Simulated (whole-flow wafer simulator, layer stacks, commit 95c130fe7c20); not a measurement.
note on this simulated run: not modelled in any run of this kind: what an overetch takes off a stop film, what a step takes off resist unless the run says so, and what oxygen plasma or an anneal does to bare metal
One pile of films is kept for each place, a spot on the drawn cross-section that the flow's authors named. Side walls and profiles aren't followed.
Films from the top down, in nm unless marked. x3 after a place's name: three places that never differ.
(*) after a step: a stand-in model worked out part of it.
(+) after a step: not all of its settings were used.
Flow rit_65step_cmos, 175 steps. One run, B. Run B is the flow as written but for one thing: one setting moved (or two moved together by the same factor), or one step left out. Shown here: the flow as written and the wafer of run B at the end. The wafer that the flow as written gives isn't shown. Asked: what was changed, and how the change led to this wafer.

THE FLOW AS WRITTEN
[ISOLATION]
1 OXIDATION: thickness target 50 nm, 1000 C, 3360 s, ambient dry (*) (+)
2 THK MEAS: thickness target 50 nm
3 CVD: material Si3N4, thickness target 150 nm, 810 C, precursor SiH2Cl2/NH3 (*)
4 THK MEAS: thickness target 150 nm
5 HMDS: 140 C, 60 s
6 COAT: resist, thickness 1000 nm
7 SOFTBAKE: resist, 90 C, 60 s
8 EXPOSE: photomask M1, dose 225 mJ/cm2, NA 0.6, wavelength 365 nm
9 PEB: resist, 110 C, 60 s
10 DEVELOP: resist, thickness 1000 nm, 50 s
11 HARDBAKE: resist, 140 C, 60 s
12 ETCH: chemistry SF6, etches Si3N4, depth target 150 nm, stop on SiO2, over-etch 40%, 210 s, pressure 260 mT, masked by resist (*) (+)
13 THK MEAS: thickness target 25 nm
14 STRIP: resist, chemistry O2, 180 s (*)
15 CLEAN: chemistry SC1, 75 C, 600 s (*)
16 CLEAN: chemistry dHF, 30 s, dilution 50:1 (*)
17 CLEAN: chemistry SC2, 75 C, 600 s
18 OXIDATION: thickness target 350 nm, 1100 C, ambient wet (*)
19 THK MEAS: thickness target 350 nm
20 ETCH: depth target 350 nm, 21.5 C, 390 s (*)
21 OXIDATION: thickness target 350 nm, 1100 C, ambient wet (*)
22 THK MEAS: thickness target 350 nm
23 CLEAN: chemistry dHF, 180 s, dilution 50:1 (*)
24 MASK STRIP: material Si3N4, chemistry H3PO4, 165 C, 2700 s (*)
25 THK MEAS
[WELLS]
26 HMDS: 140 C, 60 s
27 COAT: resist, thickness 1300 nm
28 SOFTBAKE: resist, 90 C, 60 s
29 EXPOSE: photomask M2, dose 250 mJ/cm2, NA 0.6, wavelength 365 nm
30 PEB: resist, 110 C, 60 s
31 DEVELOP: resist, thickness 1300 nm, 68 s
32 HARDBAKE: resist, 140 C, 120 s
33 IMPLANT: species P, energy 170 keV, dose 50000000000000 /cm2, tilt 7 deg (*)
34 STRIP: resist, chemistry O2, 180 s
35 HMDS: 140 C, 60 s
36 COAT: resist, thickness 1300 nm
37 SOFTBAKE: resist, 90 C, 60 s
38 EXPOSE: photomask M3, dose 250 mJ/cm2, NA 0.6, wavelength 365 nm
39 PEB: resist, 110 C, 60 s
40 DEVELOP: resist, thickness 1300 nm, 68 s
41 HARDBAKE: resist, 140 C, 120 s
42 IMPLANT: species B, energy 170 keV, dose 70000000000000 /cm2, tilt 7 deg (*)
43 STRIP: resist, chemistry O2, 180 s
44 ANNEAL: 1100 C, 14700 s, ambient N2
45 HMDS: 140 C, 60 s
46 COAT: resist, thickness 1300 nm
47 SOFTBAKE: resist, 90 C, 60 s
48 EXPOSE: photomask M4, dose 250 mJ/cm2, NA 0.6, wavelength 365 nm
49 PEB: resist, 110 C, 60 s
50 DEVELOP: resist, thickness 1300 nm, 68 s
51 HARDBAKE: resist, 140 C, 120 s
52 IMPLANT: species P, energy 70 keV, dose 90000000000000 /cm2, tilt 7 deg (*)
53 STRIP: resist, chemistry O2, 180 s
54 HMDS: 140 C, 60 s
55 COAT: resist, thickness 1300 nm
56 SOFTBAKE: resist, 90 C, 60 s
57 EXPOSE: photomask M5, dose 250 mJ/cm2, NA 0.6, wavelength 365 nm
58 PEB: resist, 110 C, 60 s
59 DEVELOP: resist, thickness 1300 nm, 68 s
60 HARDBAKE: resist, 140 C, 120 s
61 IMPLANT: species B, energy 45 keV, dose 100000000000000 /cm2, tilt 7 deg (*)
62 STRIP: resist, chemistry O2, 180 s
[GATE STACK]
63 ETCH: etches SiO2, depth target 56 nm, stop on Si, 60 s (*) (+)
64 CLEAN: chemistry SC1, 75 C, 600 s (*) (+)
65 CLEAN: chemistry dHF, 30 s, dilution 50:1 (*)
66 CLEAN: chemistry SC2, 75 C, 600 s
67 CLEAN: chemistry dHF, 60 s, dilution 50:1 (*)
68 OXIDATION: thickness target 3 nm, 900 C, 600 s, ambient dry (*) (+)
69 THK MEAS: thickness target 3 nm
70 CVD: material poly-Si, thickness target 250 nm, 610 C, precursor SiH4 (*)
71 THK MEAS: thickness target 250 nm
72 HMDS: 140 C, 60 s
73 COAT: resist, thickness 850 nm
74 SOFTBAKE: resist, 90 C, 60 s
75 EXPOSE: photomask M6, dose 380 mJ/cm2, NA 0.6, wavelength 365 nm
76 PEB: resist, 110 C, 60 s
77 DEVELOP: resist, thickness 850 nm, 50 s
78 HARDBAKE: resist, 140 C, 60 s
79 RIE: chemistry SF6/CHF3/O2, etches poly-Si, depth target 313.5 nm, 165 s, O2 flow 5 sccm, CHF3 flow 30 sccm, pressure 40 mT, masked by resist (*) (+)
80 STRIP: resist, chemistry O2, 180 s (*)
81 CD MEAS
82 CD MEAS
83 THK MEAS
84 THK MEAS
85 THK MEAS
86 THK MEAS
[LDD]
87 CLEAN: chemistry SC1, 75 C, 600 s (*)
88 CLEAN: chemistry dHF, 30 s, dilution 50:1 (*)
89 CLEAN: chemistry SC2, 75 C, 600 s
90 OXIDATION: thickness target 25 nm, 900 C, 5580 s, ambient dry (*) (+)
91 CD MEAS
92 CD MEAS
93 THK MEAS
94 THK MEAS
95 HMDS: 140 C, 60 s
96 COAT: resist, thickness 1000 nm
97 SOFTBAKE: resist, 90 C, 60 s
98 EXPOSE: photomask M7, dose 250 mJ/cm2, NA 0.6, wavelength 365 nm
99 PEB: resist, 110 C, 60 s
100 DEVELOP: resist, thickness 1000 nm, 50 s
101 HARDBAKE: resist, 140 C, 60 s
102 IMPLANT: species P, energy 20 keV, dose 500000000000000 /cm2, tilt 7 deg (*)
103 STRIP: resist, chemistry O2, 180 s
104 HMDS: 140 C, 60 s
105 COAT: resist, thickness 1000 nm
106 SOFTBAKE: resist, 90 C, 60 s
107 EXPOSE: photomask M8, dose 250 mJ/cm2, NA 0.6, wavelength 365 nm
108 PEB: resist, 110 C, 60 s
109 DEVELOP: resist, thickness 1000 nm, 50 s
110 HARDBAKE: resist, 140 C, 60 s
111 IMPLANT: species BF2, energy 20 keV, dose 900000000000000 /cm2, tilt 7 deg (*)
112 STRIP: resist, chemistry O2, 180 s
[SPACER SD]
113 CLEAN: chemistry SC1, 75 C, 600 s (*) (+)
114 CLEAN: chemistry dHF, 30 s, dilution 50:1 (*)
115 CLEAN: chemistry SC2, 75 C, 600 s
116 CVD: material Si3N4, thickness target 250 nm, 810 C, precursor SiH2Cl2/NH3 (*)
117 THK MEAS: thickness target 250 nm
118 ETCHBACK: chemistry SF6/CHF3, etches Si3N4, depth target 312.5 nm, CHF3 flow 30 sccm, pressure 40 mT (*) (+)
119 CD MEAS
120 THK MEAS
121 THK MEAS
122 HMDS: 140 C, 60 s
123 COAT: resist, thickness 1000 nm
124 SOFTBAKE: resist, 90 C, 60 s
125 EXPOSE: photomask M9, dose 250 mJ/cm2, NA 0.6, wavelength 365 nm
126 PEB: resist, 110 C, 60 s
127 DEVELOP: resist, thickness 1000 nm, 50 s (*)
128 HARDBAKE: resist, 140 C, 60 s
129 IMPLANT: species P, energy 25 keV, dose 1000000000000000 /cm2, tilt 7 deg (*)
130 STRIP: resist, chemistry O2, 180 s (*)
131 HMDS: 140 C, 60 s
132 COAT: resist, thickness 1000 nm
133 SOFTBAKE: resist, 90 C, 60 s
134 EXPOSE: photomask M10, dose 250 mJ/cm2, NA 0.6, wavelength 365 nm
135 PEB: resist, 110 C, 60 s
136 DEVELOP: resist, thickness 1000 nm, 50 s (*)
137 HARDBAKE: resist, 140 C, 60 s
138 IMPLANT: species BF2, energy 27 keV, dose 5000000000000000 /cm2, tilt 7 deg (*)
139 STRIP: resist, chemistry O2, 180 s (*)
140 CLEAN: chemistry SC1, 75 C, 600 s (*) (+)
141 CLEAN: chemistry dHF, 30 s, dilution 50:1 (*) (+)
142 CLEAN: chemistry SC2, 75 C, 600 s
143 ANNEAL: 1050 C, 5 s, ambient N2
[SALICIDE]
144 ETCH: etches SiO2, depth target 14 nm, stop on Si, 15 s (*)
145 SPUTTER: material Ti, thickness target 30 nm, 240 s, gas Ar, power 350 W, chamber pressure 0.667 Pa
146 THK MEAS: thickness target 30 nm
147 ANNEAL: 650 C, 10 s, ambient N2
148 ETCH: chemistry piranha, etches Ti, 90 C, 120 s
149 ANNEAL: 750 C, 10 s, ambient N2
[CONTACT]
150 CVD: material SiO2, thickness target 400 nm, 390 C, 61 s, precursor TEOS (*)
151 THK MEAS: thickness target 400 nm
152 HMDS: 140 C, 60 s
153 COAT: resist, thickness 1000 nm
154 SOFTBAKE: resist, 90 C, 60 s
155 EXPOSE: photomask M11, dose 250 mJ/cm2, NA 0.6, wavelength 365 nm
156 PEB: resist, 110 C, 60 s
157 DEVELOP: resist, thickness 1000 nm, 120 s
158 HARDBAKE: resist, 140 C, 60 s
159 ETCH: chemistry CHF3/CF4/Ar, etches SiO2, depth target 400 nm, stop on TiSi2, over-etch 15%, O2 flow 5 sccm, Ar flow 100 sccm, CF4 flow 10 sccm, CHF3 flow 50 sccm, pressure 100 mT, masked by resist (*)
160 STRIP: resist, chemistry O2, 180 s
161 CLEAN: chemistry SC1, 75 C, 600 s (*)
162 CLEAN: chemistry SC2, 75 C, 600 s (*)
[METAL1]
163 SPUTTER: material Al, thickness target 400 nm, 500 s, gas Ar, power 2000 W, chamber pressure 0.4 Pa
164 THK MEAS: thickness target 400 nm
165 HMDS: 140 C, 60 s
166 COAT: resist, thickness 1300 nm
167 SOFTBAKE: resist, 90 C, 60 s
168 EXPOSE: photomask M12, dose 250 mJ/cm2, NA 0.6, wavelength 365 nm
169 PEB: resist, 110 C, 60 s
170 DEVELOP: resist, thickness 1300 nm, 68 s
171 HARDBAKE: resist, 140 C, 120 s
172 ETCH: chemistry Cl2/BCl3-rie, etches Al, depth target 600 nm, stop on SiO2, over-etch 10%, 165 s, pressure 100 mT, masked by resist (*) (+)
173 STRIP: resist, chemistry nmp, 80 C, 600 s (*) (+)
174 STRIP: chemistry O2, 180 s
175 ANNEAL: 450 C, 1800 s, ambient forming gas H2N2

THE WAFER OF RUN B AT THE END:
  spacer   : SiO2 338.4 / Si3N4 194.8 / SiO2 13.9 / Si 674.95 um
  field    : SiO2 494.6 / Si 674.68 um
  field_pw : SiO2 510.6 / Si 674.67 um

The cause: step 163, SPUTTER: 250 s was run, where the flow has 500 s.

How the change led to this, step by step:
  163 SPUTTER: material Al, thickness target 400 nm, 500 s, gas Ar, power 2000 W, chamber pressure 0.4 Pa
      field, field_p, spacer, spacer_p: Al +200 (new film) (as written it would be: Al +400 (new film))
      gate_n, gate_p: Al +200 (new film) (as written it would be: Al +396 (new film))
      (and at 2 more places)
  172 ETCH: chemistry Cl2/BCl3-rie, etches Al, depth target 600 nm, stop on SiO2, over-etch 10%, 165 s, pressure 100 mT, masked by resist (*) (+)
      field, field_p, spacer, spacer_p: Al -200 (all of it), SiO2 -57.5 (as written it would be: Al -400 (all of it), SiO2 -32.5)
      gate_n, gate_p: Al -200 (all of it), SiO2 -57.5 (as written it would be: Al -396 (all of it), SiO2 -33)
      (and at 2 more places)
